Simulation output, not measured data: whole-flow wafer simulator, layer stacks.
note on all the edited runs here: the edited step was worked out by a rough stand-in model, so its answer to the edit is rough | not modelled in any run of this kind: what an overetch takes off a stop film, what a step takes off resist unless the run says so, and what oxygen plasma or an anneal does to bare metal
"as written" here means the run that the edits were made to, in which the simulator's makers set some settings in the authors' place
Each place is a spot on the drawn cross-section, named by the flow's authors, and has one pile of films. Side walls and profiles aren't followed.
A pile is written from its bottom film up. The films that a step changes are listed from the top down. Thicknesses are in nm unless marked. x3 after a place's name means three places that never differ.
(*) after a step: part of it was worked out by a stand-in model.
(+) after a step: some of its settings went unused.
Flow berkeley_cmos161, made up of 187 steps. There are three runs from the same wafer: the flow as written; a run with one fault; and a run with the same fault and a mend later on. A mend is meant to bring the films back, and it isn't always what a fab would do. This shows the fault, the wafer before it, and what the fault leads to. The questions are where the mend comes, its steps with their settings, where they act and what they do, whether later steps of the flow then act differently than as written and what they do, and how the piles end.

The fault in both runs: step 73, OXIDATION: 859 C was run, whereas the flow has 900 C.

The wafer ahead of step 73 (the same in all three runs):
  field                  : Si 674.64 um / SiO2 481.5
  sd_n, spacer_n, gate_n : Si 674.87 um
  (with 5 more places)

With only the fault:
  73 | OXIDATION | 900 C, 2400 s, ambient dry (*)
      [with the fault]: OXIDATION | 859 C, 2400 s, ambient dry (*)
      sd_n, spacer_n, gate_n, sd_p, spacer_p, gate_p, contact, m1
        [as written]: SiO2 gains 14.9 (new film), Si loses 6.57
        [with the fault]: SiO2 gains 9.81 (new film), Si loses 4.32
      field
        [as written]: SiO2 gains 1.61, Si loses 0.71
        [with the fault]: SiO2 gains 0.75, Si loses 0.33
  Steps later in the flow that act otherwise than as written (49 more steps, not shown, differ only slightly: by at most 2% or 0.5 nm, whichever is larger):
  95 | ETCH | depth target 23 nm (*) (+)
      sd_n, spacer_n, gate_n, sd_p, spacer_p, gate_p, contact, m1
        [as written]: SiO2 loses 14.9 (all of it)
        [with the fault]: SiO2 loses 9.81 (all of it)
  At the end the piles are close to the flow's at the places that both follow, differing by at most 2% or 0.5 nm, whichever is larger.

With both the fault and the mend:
  The mend stands after step 81.
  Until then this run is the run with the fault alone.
  81a | STRIP (*) (+)
      sd_p
        KrF resist loses 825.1 (all of it)
      spacer_p
        KrF resist loses 807.2 (all of it)
      gate_p
        KrF resist loses 806.1 (all of it)
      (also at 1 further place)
  81b | CLEAN | chemistry SPM
      does not change any film at any place that is followed
  81c | OXIDATION | 900 C, 1143 s, ambient dry (*) (the flow's step 73, run once more with other settings)
      sd_n, spacer_n, gate_n, sd_p, spacer_p, gate_p, contact, m1
        SiO2 gains 5.08, Si loses 2.24
      field
        SiO2 gains 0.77, Si loses 0.34
  81d | HMDS (the flow's step 75, run once more)
      does not change any film at any place that is followed
  81e | COAT | KrF resist, thickness 900 nm (*) (the flow's step 76, run once more)
      field
        KrF resist gains 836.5 (new film)
      sd_n
        KrF resist gains 1024.5 (new film)
      spacer_n
        KrF resist gains 984.7 (new film)
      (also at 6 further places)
  81f | SOFTBAKE | KrF resist (the flow's step 77, run once more)
      does not change any film at any place that is followed
  81g | EXPOSE | photomask PWELL, dose 30 mJ/cm2, NA 0.5, wavelength 248 nm (*) (the flow's step 78, run once more)
      does not change any film at any place that is followed
  81h | PEB | KrF resist, 130 C (the flow's step 79, run once more)
      sd_n, m1
        KrF resist loses 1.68
      spacer_n, gate_n
        KrF resist loses 1.61
      spacer_p, gate_p
        KrF resist loses 1.6
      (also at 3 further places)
  81i | DEVELOP | KrF resist, thickness 900 nm, developer developer-D-0.26N (the flow's step 80, run once more)
      sd_p, spacer_p, gate_p, m1
        KrF resist loses 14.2
      field
        KrF resist loses 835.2 (all of it)
      sd_n
        KrF resist loses 1022.8 (all of it)
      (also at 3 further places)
  81j | HARDBAKE | 140 C, 30 s (the flow's step 81, run once more)
      sd_p
        KrF resist loses 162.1
      spacer_p
        KrF resist loses 158.7
      gate_p
        KrF resist loses 158.5
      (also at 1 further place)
  Every later step of the flow that is run acts as written, at every place that is followed, to within 2% or 0.5 nm, whichever is larger.
  At the end the piles are close to the flow's at the places that both follow, differing by at most 2% or 0.5 nm, whichever is larger.
